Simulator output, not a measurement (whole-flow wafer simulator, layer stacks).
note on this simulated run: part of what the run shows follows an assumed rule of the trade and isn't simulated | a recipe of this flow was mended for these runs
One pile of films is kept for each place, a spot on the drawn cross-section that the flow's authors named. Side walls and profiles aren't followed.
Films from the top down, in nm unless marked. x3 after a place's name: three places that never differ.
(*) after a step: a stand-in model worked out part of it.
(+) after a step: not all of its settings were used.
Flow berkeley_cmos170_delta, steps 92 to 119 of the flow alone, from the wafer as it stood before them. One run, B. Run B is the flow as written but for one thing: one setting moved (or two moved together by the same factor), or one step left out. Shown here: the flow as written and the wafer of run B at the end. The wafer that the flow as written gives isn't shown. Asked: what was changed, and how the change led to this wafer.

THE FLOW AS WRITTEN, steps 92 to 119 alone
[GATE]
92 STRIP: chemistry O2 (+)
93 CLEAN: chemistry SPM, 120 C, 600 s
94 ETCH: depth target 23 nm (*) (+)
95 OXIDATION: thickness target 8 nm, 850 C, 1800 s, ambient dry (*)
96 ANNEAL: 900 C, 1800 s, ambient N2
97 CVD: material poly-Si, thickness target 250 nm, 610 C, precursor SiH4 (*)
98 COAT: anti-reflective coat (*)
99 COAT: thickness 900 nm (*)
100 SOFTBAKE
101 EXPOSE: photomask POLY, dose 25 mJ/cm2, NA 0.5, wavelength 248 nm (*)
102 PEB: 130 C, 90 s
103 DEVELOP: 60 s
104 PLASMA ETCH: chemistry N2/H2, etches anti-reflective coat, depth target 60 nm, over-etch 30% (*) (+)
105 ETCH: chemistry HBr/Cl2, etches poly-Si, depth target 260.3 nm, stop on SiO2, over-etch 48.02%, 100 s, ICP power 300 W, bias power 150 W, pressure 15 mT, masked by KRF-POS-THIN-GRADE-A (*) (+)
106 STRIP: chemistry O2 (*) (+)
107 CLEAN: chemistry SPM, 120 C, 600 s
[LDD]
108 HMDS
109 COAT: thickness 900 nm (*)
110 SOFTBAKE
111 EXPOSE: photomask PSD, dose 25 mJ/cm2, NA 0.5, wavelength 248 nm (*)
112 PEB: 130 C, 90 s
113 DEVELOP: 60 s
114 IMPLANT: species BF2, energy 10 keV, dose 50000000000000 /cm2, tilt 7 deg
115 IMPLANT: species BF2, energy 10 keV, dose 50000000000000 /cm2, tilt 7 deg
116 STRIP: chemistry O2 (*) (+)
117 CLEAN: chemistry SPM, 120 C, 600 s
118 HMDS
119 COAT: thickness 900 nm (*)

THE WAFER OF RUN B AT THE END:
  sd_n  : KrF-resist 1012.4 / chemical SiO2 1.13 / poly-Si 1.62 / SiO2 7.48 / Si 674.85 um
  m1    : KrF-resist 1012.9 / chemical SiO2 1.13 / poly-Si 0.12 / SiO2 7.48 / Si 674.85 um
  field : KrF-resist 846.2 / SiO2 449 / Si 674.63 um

The cause: step 105, ETCH: depth target 166.6 nm was run, where the flow has depth target 260.3 nm; step 105, ETCH: 64 s was run, where the flow has 100 s.

How the change led to this, step by step:
  105 ETCH: chemistry HBr/Cl2, etches poly-Si, depth target 260.3 nm, stop on SiO2, over-etch 48.02%, 100 s, ICP power 300 W, bias power 150 W, pressure 15 mT, masked by KRF-POS-THIN-GRADE-A (*) (+)
      field: poly-Si -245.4 (all of it) (as written it would be: poly-Si -245.4 (all of it), SiO2 -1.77)
      sd_n: poly-Si -246.6 (as written it would be: poly-Si -248.7 (all of it), SiO2 -1.52)
      (and at 7 more places)
  106 STRIP: chemistry O2 (*) (+)
      sd_n, m1: chemical SiO2 +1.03 (new film), poly-Si -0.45 (as written it would be: nothing)
      gate: chemical SiO2 +0.78 (new film), KrF-resist -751 (all of it), anti-reflective coat -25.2 (all of it), poly-Si -0.35 (as written it would be: chemical SiO2 +0.77 (new film), KrF-resist -704.7 (all of it), anti-reflective coat -25.2 (all of it), poly-Si -0.34)
      (and at 1 more place)
